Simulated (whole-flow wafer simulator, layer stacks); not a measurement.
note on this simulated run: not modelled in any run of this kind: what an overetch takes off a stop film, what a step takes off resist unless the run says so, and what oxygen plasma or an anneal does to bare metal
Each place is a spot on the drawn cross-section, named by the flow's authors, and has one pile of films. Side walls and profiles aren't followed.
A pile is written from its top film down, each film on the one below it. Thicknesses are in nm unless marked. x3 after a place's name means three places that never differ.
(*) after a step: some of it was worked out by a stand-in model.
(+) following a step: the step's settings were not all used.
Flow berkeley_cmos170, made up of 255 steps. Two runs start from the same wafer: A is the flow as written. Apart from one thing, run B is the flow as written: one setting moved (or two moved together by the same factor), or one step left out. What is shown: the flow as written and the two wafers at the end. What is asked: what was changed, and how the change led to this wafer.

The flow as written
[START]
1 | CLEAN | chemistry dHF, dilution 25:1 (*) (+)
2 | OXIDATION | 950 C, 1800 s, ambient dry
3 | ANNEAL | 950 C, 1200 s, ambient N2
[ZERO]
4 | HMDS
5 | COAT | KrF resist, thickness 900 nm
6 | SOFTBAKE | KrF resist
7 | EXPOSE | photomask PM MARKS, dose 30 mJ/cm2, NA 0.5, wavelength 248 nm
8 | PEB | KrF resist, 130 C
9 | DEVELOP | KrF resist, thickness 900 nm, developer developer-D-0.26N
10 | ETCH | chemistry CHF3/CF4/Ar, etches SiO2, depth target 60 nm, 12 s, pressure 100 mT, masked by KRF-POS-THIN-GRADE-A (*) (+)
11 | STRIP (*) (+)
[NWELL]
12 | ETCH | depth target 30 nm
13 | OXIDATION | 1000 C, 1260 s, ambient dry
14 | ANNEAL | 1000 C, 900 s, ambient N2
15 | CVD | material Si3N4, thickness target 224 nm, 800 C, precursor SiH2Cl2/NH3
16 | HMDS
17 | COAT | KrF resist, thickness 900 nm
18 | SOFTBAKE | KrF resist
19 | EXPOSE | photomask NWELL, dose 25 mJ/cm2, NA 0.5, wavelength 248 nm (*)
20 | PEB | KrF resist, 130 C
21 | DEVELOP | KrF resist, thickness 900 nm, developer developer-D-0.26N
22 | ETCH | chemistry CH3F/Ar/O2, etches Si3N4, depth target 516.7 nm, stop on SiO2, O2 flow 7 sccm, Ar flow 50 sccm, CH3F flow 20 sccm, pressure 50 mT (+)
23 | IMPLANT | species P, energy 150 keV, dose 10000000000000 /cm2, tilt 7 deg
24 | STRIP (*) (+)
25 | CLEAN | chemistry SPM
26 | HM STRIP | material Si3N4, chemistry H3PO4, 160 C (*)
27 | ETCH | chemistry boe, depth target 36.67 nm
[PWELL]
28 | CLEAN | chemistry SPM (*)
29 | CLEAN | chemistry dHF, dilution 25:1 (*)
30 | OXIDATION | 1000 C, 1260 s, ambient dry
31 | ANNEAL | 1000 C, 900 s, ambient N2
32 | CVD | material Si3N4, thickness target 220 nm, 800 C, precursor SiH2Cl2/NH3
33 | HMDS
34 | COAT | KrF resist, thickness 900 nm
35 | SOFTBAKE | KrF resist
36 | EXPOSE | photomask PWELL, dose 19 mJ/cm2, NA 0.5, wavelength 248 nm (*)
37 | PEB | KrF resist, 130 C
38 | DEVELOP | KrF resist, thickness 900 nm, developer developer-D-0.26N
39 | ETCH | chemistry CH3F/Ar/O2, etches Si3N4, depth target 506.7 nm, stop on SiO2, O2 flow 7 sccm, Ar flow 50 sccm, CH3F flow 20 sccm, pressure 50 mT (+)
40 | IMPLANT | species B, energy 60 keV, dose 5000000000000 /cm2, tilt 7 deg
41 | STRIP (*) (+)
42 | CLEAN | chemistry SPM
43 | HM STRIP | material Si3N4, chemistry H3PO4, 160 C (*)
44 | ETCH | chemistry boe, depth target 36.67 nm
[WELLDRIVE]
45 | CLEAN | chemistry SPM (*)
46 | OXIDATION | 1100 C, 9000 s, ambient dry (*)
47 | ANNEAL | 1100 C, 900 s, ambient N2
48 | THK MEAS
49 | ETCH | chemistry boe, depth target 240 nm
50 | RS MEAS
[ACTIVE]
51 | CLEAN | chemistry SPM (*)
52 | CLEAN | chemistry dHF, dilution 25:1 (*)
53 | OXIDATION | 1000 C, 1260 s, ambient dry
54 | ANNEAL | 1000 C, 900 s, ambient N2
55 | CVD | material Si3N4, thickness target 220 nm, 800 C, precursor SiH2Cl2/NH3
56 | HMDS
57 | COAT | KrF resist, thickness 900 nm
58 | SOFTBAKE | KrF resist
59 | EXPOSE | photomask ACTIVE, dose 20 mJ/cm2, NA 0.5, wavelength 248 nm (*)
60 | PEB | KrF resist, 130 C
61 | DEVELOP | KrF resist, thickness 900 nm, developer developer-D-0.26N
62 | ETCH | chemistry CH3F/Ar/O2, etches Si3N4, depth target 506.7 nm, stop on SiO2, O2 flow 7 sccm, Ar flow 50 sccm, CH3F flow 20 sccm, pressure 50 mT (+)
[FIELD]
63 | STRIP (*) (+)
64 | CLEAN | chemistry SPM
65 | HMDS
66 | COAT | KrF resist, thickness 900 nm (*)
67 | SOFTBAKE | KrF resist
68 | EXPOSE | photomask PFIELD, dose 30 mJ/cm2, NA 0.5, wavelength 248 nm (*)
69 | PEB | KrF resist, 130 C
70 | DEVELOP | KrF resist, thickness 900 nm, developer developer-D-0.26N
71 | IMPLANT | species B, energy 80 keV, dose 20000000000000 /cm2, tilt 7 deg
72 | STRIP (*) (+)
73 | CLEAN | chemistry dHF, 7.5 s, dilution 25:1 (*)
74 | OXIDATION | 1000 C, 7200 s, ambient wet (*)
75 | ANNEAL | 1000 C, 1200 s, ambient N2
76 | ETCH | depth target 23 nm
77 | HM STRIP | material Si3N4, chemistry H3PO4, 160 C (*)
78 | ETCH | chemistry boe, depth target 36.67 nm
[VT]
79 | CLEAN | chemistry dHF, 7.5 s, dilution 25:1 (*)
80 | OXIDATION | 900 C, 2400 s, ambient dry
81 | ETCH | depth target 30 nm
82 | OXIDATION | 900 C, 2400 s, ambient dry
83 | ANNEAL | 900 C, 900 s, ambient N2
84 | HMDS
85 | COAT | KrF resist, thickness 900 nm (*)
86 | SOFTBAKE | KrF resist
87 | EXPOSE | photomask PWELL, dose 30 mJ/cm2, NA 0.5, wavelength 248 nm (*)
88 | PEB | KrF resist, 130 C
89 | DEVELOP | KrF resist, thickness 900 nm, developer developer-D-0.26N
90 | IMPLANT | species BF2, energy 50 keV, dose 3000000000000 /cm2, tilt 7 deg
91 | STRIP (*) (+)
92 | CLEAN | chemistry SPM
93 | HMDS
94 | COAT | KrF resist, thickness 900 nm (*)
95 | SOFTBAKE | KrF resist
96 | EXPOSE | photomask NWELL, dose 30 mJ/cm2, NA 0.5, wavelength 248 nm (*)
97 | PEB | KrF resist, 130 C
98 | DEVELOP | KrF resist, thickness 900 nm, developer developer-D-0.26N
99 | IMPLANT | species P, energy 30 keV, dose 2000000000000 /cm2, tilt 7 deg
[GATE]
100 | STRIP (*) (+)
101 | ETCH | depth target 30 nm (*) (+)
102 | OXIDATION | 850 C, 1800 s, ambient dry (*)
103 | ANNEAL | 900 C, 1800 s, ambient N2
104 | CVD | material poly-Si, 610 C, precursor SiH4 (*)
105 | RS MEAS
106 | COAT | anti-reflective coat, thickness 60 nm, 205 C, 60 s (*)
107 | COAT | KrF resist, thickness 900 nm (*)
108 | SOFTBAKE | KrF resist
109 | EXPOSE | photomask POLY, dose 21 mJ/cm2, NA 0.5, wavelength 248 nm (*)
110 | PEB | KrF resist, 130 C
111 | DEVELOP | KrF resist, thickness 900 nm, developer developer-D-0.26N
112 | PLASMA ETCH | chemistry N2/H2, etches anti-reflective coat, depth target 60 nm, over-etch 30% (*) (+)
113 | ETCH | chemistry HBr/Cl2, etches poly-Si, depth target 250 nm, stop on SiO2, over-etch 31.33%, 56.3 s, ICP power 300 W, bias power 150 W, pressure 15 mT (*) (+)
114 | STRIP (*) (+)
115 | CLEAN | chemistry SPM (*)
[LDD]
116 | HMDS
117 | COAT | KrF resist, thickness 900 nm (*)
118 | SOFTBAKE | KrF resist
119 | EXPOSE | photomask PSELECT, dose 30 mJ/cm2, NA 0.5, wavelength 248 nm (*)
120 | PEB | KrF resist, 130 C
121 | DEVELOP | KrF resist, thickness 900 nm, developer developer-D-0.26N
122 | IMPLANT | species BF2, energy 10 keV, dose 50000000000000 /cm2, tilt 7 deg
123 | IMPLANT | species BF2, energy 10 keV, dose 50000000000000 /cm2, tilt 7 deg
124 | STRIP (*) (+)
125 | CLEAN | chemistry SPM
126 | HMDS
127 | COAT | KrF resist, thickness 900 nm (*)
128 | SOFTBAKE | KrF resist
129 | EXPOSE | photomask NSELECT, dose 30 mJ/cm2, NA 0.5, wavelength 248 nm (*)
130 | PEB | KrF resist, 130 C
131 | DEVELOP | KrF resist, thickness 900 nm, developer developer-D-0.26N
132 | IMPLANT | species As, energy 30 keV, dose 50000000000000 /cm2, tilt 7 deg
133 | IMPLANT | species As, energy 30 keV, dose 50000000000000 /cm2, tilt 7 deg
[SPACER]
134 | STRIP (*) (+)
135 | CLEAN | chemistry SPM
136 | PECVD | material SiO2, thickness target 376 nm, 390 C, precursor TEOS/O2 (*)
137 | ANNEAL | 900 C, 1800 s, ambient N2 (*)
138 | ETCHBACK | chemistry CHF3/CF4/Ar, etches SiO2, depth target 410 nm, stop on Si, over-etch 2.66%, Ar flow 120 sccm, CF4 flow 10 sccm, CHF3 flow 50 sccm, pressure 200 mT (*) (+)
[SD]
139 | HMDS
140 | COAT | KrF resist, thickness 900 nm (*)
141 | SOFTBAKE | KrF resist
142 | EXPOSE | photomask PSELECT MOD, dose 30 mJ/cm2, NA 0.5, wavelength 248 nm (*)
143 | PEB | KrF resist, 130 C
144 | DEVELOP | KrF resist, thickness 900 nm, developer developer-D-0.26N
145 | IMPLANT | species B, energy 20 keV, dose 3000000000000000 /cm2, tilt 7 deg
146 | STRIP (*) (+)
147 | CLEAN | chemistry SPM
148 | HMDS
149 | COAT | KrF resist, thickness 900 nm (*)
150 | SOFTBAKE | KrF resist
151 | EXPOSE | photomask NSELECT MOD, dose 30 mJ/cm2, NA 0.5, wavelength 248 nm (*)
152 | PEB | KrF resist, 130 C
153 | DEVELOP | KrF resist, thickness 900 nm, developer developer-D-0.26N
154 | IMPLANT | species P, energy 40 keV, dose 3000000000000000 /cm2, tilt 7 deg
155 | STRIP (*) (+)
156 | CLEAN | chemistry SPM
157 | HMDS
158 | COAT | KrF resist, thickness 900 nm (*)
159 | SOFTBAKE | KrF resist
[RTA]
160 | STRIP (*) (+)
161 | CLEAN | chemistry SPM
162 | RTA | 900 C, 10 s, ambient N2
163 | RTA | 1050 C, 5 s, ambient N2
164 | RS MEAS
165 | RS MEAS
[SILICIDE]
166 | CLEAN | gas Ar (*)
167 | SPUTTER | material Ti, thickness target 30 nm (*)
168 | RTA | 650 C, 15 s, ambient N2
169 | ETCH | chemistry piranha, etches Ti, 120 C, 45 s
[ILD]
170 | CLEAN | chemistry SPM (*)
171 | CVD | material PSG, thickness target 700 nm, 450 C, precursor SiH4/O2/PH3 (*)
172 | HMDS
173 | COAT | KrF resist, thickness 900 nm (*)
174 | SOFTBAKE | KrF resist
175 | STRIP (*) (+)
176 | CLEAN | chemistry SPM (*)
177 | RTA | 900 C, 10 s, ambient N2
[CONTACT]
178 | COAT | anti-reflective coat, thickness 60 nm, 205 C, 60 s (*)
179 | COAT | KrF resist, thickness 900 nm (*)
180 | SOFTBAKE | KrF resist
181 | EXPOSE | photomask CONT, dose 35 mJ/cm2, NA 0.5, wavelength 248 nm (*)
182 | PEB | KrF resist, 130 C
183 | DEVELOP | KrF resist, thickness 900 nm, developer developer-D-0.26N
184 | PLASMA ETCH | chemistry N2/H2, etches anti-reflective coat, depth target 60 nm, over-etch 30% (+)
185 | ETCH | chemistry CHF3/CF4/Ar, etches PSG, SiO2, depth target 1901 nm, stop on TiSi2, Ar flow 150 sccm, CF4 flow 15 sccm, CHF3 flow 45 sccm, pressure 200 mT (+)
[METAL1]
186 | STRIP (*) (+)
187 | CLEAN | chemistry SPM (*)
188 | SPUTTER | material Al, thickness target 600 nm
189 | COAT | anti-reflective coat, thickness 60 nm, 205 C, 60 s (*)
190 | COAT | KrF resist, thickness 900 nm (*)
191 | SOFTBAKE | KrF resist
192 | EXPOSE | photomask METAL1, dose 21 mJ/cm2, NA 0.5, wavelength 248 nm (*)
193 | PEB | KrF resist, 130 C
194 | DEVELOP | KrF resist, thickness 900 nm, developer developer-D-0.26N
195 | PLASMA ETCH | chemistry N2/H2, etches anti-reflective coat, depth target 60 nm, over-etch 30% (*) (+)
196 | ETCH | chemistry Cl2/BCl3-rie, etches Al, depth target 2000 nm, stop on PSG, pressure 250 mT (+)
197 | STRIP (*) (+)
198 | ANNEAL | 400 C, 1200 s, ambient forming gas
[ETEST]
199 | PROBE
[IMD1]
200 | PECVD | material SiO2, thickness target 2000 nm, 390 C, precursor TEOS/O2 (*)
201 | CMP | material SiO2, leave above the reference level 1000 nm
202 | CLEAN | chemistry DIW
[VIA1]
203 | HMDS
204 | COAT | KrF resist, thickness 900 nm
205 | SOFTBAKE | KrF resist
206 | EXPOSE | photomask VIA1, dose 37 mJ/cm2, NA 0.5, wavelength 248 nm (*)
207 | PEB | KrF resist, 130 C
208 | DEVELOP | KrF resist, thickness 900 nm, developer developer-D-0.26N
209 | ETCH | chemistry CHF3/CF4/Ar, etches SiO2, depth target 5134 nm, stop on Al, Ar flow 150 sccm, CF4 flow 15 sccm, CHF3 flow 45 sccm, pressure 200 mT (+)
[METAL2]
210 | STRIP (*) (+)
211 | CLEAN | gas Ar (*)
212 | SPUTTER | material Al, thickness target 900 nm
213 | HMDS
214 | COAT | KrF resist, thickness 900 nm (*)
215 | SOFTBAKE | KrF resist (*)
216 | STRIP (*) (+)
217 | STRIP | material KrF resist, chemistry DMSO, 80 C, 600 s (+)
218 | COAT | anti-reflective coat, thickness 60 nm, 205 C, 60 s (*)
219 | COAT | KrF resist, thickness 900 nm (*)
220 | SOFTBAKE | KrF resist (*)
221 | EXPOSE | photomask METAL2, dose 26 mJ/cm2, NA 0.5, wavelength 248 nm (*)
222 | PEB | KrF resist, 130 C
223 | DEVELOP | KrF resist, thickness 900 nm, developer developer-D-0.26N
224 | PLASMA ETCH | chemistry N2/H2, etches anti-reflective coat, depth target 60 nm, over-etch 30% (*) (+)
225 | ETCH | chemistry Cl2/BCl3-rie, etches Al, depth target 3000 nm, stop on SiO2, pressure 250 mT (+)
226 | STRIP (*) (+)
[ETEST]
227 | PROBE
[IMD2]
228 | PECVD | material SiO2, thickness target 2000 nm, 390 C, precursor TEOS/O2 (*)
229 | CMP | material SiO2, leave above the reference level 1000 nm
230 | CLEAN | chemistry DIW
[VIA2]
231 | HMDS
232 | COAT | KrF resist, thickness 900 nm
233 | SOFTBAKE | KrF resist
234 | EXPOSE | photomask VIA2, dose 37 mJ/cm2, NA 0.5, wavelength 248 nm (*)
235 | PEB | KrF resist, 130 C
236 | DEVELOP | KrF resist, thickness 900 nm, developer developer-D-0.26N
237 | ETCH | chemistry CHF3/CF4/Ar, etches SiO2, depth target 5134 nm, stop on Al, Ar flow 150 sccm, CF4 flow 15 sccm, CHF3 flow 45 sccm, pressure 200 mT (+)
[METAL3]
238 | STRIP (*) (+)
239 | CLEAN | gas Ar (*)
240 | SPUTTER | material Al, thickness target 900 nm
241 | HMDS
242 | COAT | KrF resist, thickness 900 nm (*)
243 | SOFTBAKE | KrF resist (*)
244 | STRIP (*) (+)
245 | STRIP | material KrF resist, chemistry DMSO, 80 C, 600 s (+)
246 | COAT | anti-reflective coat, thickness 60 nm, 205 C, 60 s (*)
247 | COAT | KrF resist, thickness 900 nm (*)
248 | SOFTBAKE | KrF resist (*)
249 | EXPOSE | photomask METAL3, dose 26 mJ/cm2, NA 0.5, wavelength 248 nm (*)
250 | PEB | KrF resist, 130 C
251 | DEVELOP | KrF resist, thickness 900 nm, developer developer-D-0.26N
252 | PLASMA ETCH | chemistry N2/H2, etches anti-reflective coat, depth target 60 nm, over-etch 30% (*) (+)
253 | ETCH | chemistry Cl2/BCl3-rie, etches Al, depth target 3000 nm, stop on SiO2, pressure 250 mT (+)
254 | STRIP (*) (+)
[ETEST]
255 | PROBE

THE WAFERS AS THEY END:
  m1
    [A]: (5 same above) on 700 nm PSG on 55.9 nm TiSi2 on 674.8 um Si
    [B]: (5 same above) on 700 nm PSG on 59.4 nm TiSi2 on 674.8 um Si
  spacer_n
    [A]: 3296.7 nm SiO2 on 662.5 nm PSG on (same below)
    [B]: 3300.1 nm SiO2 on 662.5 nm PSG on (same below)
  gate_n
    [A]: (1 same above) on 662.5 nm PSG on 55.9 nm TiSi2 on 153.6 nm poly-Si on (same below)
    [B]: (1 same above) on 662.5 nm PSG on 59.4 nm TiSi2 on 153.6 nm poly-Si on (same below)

The reason: step 177, RTA: 720 C was run, while the flow as written has 900 C.

The path from the change to this, step by step:
  177 | RTA | 900 C, 10 s, ambient N2
      sd_n, sd_p, contact, m1, via1, m2, via2: A under 1 film: TiSi2 gains 55.9 (new film), TiSi first loses 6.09 (all of it), TiSi2 C49 loses 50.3 (all of it), Si loses 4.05 | B under 1 film: TiSi2 gains 59.4 (new film), TiSi first loses 6.09 (all of it), TiSi2 C49 loses 50.3 (all of it), Si loses 4.05
      gate_n, gate_p: A under 1 film: TiSi2 gains 55.9 (new film), TiSi first loses 6.09 (all of it), TiSi2 C49 loses 50.3 (all of it), poly-Si loses 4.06 | B under 1 film: TiSi2 gains 59.4 (new film), TiSi first loses 6.09 (all of it), TiSi2 C49 loses 50.3 (all of it), poly-Si loses 4.06
  178 | COAT | anti-reflective coat, thickness 60 nm, 205 C, 60 s (*)
      spacer_n: A anti-reflective coat gains 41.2 (new film) | B anti-reflective coat gains 42.2 (new film)
      gate_n: A anti-reflective coat gains 48.3 (new film) | B anti-reflective coat gains 47.2 (new film)
      (as well as at 2 more places)
  186 | STRIP (*) (+)
      spacer_n: A KrF resist loses 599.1 (all of it), anti-reflective coat loses 41.2 (all of it) | B KrF resist loses 599.4 (all of it), anti-reflective coat loses 42.2 (all of it)
      gate_n: A KrF resist loses 553.1 (all of it), anti-reflective coat loses 48.3 (all of it) | B KrF resist loses 552 (all of it), anti-reflective coat loses 47.2 (all of it)
      (as well as at 2 more places)
  189 | COAT | anti-reflective coat, thickness 60 nm, 205 C, 60 s (*)
      gate_n: A anti-reflective coat gains 48 (new film) | B anti-reflective coat gains 46.9 (new film)
      gate_p: A anti-reflective coat gains 45.4 (new film) | B anti-reflective coat gains 44.4 (new film)
  195 | PLASMA ETCH | chemistry N2/H2, etches anti-reflective coat, depth target 60 nm, over-etch 30% (*) (+)
      gate_n: A anti-reflective coat loses 48 (all of it) | B anti-reflective coat loses 46.9 (all of it)
      gate_p: A anti-reflective coat loses 45.4 (all of it) | B anti-reflective coat loses 44.4 (all of it)
